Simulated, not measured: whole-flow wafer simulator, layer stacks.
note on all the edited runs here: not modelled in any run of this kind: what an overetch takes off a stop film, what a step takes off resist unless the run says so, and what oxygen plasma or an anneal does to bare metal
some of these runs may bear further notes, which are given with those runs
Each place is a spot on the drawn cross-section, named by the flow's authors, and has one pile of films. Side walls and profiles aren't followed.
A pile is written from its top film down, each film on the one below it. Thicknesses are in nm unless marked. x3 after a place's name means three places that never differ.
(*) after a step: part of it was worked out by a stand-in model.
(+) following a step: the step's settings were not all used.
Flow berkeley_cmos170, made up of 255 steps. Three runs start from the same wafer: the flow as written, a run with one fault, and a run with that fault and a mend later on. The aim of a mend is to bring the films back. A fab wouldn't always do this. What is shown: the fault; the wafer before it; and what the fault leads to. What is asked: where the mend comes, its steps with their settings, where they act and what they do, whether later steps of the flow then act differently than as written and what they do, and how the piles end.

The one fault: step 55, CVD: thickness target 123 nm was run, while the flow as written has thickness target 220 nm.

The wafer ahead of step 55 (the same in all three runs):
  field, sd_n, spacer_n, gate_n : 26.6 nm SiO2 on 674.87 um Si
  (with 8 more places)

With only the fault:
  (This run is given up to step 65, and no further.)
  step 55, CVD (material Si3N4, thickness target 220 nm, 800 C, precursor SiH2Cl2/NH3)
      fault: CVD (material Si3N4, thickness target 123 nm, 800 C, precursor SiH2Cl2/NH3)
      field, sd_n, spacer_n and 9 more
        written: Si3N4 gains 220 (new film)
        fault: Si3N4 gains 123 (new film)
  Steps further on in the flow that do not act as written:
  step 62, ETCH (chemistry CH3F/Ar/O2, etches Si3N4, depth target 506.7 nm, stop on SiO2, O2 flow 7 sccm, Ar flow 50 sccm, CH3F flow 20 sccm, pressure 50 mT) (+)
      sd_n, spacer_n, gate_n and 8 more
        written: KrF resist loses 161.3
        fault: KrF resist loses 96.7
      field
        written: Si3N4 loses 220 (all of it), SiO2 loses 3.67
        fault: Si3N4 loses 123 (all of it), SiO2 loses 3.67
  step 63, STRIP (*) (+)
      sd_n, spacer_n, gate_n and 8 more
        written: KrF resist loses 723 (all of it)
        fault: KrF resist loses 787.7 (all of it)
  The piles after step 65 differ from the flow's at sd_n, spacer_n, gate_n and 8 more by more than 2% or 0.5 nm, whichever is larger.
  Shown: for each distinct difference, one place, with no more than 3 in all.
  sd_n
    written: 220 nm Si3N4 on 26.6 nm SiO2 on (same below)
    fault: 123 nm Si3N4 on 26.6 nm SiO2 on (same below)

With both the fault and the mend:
  After step 55 comes the mend.
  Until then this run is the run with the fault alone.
  step 55a, CVD (material Si3N4, thickness target 97 nm, 800 C, precursor SiH2Cl2/NH3) (the flow's step 55 again, with other settings)
      field, sd_n, spacer_n and 9 more
        Si3N4 gains 97
  Every later step of the flow that is run acts as written at every place that is followed.
  At every place that both follow, the piles at the end match the flow's.
